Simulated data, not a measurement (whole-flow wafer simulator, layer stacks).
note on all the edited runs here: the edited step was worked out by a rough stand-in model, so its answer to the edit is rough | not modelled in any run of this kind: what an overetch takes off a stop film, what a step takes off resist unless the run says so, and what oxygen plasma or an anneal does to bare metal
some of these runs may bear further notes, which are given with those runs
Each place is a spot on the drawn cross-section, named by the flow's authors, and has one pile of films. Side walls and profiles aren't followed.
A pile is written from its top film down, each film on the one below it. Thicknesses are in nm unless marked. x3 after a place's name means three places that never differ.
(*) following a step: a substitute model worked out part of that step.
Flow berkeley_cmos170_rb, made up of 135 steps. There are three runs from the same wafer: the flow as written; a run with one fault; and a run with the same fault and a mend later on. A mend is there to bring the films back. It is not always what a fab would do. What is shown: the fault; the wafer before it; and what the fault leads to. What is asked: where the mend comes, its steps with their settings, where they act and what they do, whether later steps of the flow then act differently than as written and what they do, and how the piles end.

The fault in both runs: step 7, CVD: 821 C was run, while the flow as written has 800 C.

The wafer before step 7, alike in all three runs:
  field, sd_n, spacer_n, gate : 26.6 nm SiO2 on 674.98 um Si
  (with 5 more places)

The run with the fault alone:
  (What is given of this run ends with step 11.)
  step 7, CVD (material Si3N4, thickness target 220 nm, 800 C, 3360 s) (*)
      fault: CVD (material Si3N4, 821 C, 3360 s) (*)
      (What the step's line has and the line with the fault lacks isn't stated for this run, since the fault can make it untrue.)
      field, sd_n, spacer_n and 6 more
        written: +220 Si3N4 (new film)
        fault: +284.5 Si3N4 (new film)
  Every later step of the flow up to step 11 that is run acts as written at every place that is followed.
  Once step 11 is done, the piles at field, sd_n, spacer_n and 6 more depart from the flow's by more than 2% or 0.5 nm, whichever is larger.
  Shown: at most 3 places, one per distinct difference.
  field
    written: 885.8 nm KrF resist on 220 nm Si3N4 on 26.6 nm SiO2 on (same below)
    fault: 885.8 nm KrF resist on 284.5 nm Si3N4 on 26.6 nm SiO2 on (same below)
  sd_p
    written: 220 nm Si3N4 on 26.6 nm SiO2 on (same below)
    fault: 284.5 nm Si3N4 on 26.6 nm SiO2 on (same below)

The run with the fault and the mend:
  The mend follows step 7.
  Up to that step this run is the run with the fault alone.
  step 7a, ETCH (chemistry h3po4, depth target 64.46 nm)
      field, sd_n, spacer_n and 6 more
        -64.5 Si3N4
  Every later step of the flow that is run acts as written at every place that is followed.
  The piles end the same as the flow's at every place that both follow.
